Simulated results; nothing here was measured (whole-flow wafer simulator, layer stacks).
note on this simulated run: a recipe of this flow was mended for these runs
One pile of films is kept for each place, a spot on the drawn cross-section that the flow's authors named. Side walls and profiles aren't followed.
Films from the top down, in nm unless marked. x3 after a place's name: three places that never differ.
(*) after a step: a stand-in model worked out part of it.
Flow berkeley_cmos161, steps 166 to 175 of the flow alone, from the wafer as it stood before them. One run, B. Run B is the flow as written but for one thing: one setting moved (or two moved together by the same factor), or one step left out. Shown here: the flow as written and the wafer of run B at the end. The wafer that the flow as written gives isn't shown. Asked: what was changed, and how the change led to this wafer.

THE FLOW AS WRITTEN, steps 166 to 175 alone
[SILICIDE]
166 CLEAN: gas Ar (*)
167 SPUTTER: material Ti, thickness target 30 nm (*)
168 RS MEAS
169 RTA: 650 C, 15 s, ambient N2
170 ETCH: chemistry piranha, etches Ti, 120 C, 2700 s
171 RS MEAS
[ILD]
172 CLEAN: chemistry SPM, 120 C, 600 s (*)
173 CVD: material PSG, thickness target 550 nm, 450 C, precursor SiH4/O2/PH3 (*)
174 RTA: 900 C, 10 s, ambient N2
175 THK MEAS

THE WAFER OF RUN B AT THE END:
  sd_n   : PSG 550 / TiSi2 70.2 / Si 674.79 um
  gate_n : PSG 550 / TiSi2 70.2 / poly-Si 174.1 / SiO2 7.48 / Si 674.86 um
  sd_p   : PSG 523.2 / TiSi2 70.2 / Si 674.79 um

The cause: step 167, SPUTTER: thickness target 39 nm was run, where the flow has thickness target 30 nm.

How the change led to this, step by step:
  167 SPUTTER: material Ti, thickness target 30 nm (*)
      field, sd_n, spacer_n, gate_n, sd_p, spacer_p, gate_p, contact x2: Ti +39 (new film) (as written it would be: Ti +30 (new film))
  169 RTA: 650 C, 15 s, ambient N2
      sd_n, sd_p, contact x2: Ti -30.4, TiSi first +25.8 (new film), TiSi2 C49 +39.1 (new film), Si -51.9 (as written it would be: Ti -23.4, TiSi first +6.2 (new film), TiSi2 C49 +50.3 (new film), Si -49)
      gate_n, gate_p: Ti -30.4, TiSi first +25.8 (new film), TiSi2 C49 +39.1 (new film), poly-Si -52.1 (as written it would be: Ti -23.4, TiSi first +6.2 (new film), TiSi2 C49 +50.3 (new film), poly-Si -49.2)
  170 ETCH: chemistry piranha, etches Ti, 120 C, 2700 s
      sd_n, gate_n, sd_p, gate_p, contact x2: Ti -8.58 (all of it), TiSi first -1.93 (as written it would be: Ti -6.6 (all of it), TiSi first -1.93)
      field, spacer_n, spacer_p: Ti -39 (all of it) (as written it would be: Ti -30 (all of it))
  174 RTA: 900 C, 10 s, ambient N2
      sd_n, sd_p, contact x2: under 1 film: TiSi2 +70.2 (new film), TiSi first -23.8 (all of it), TiSi2 C49 -39.1 (all of it), Si -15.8 (as written it would be: under 1 film: TiSi2 +53.3 (new film), TiSi first -4.27 (all of it), TiSi2 C49 -50.3 (all of it), Si -2.83)
      gate_n, gate_p: under 1 film: TiSi2 +70.2 (new film), TiSi first -23.8 (all of it), TiSi2 C49 -39.1 (all of it), poly-Si -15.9 (as written it would be: under 1 film: TiSi2 +53.3 (new film), TiSi first -4.27 (all of it), TiSi2 C49 -50.3 (all of it), poly-Si -2.85)
